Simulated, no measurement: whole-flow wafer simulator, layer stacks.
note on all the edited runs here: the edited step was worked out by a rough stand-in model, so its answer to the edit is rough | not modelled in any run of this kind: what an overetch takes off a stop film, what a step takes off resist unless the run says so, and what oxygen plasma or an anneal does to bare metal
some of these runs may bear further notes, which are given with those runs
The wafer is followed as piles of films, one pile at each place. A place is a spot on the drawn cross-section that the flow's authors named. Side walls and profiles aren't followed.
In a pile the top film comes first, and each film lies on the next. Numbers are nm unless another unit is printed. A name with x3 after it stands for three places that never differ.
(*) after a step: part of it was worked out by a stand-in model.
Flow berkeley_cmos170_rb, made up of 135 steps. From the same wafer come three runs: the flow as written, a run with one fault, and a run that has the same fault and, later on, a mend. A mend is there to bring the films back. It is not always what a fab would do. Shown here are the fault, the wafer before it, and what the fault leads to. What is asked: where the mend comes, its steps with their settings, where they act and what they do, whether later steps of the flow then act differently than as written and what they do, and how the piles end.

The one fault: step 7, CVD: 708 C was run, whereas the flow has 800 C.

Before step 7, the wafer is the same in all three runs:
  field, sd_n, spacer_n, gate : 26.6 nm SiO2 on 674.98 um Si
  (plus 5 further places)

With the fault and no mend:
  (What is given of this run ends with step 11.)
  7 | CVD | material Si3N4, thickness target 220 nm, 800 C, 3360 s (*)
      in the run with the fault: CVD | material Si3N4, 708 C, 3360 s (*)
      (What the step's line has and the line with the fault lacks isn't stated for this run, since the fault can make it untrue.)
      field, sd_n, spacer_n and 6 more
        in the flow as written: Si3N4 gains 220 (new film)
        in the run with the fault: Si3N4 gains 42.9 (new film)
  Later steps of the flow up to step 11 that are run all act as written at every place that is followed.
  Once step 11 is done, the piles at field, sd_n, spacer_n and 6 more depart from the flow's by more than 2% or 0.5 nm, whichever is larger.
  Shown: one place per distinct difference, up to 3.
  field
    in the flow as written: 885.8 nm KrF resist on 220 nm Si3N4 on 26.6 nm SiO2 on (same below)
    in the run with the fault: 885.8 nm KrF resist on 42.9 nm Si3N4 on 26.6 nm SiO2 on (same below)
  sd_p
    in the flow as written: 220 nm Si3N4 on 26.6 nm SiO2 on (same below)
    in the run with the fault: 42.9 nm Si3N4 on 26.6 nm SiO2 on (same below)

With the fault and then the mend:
  The mend follows step 7.
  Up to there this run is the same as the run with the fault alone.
  7a | ETCH | chemistry h3po4, depth target 49.25 nm
      field, sd_n, spacer_n and 6 more
        Si3N4 loses 42.9 (all of it)
  7b | CLEAN (*) (the flow's step 1 again)
      does not change any film at any place that is followed
  7c | CVD | material Si3N4, thickness target 220 nm, 800 C, 3360 s (*) (the flow's step 7 again)
      field, sd_n, spacer_n and 6 more
        Si3N4 gains 220 (new film)
  Later steps of the flow that are run all act as written at every place that is followed.
  At every place that both follow, the piles at the end match the flow's.
